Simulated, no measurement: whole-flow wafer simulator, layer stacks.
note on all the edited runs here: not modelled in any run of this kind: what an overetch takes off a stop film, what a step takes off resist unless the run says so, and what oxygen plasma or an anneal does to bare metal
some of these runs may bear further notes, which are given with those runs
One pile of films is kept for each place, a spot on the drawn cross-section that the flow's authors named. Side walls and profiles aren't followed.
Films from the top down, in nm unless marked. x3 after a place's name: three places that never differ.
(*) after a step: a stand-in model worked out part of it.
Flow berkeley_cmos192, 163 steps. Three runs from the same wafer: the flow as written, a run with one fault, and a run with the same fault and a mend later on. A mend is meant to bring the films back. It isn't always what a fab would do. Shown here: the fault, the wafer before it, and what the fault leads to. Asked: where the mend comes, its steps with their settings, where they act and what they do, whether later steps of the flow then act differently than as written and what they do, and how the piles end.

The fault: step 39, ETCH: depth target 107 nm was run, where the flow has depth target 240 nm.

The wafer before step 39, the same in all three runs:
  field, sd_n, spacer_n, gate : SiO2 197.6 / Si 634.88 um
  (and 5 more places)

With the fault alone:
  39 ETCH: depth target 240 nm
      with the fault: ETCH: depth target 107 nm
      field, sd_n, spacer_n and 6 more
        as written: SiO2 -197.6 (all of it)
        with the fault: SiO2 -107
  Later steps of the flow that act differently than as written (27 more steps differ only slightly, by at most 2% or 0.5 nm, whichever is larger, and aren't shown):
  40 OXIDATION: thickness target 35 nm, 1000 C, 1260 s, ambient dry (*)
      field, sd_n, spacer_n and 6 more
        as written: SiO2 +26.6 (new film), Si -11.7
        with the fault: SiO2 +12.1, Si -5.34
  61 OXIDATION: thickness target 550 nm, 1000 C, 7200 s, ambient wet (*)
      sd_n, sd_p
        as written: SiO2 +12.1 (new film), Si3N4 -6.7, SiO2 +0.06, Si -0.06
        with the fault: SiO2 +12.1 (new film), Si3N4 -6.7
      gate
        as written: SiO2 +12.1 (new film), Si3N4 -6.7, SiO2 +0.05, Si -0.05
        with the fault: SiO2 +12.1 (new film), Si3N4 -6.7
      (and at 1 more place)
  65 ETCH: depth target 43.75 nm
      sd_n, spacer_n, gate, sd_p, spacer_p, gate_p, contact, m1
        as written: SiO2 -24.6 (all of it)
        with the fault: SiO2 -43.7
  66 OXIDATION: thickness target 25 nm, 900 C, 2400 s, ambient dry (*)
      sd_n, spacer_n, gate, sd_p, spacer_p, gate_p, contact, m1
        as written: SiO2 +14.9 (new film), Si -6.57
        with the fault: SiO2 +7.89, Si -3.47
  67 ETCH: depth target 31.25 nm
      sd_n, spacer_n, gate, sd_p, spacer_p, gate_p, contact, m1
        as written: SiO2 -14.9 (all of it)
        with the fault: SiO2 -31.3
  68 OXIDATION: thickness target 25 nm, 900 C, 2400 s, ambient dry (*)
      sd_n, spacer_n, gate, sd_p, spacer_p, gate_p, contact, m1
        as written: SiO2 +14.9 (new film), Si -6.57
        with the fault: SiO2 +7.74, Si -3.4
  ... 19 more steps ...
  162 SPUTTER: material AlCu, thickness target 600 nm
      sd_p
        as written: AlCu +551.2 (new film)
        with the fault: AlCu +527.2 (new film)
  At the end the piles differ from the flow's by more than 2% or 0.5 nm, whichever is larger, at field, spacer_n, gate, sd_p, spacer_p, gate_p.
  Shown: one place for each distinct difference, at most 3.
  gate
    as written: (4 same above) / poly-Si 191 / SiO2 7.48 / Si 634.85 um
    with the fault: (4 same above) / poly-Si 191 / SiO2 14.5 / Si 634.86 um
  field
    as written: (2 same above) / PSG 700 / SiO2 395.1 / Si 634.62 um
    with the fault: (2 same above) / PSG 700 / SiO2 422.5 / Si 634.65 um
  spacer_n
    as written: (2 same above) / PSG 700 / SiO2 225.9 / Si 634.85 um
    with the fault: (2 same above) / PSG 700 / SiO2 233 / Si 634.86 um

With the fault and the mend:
  The mend comes after step 39.
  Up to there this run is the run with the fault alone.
  39a ETCH: depth target 133 nm (the flow's step 39 once more, with other settings)
      field, sd_n, spacer_n and 6 more
        SiO2 -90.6 (all of it)
  No later step of the flow acts differently than as written at any place that is followed.
  At the end the piles are the same as the flow's at every place that both follow.
